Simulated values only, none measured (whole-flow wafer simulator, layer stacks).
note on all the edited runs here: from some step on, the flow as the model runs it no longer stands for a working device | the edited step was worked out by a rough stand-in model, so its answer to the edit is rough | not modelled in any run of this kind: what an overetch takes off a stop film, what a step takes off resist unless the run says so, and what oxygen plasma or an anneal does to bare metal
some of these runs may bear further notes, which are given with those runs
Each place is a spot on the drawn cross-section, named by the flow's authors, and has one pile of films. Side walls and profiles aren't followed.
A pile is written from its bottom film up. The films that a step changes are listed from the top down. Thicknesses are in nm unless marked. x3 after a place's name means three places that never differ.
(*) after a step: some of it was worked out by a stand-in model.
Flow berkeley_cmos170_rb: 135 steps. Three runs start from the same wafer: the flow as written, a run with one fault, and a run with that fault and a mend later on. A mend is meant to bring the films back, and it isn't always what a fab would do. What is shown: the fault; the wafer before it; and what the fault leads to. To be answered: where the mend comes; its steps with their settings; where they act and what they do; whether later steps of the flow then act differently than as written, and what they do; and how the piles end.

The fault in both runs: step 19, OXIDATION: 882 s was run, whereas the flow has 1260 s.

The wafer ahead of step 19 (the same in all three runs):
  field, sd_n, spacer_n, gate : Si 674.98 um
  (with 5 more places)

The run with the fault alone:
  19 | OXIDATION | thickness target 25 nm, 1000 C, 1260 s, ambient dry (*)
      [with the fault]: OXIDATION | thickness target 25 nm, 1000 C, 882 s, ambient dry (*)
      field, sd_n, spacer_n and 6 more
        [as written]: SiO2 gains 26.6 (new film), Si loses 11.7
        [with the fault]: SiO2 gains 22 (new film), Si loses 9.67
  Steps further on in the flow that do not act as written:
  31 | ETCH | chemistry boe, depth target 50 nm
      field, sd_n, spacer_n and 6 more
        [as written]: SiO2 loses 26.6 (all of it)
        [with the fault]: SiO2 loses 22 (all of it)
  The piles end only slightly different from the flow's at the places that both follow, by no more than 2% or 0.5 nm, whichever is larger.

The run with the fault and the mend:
  The mend stands after step 19.
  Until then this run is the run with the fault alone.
  19a | OXIDATION | thickness target 25 nm, 1000 C, 378 s, ambient dry (*) (the flow's step 19 again, with other settings)
      field, sd_n, spacer_n and 6 more
        SiO2 gains 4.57, Si loses 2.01
  Every later step of the flow that is run acts as written at every place that is followed.
  The piles end the same as the flow's at every place that both follow.
